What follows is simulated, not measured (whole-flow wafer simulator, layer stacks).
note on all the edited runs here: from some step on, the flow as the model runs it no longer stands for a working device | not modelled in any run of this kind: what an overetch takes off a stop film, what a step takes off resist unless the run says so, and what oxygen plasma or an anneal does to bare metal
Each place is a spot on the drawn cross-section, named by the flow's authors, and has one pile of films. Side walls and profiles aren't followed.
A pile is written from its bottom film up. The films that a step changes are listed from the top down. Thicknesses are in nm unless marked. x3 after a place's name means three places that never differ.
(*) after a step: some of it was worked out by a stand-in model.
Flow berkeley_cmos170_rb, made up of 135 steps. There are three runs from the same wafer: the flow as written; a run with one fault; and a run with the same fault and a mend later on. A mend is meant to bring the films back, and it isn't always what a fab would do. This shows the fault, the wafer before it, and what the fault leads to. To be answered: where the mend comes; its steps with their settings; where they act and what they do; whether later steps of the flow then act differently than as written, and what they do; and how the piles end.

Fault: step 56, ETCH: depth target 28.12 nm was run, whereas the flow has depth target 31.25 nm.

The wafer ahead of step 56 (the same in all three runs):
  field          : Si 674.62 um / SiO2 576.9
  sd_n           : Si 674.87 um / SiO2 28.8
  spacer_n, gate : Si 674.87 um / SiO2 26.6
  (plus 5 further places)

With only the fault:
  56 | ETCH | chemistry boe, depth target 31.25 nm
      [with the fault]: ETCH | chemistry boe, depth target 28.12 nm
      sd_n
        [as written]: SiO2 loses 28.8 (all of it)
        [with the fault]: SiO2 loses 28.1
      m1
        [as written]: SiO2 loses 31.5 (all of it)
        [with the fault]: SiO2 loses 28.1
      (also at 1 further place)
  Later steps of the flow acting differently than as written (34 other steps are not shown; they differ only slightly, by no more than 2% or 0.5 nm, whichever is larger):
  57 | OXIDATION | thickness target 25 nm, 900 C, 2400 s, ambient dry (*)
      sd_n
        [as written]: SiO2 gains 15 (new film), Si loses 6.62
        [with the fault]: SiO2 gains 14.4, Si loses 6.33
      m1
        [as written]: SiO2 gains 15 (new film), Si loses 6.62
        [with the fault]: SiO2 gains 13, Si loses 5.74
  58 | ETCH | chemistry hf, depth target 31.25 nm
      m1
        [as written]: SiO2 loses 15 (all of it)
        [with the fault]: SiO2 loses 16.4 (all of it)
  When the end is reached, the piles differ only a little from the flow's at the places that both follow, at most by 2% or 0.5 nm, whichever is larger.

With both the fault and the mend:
  The mend follows step 56.
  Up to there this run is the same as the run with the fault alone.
  56a | ETCH | chemistry boe, depth target 3.13 nm (a further turn of the flow's step 56, with different settings)
      field
        SiO2 loses 3.13
      sd_n
        SiO2 loses 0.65 (all of it)
      m1
        SiO2 loses 3.39 (all of it)
  Every later step of the flow that is run acts as written, at every place that is followed, to within 2% or 0.5 nm, whichever is larger.
  The piles end the same as the flow's at every place that both follow.
